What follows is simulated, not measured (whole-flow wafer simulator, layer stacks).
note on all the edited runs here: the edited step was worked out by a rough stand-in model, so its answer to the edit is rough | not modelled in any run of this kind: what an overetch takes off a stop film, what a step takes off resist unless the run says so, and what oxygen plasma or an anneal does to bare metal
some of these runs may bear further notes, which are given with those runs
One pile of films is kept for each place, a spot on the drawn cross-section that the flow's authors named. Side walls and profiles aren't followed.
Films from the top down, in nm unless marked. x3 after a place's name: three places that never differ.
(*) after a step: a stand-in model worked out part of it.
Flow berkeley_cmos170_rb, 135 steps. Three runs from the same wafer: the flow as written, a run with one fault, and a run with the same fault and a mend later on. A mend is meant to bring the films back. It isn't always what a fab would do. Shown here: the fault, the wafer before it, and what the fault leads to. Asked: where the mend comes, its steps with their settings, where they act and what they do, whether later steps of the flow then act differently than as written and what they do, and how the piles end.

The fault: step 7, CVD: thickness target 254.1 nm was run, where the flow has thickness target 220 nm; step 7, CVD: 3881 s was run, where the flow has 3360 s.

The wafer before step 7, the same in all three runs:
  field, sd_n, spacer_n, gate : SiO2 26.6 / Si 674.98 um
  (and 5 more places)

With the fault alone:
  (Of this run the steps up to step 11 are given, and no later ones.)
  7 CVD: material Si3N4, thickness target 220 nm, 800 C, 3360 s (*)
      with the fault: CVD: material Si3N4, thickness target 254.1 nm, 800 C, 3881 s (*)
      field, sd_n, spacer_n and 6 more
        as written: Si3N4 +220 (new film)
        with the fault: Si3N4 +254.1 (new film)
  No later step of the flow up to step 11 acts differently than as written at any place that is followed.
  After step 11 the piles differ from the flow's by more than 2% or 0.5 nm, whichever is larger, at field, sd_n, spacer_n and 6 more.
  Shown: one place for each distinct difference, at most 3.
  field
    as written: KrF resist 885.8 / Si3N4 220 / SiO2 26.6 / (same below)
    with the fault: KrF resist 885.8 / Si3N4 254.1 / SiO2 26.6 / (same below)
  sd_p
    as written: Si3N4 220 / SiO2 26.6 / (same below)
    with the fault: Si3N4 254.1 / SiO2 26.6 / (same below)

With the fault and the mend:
  The mend comes after step 7.
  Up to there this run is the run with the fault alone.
  7a ETCH: chemistry h3po4, depth target 34.1 nm
      field, sd_n, spacer_n and 6 more
        Si3N4 -34.1
  No later step of the flow acts differently than as written at any place that is followed.
  At the end the piles are the same as the flow's at every place that both follow.
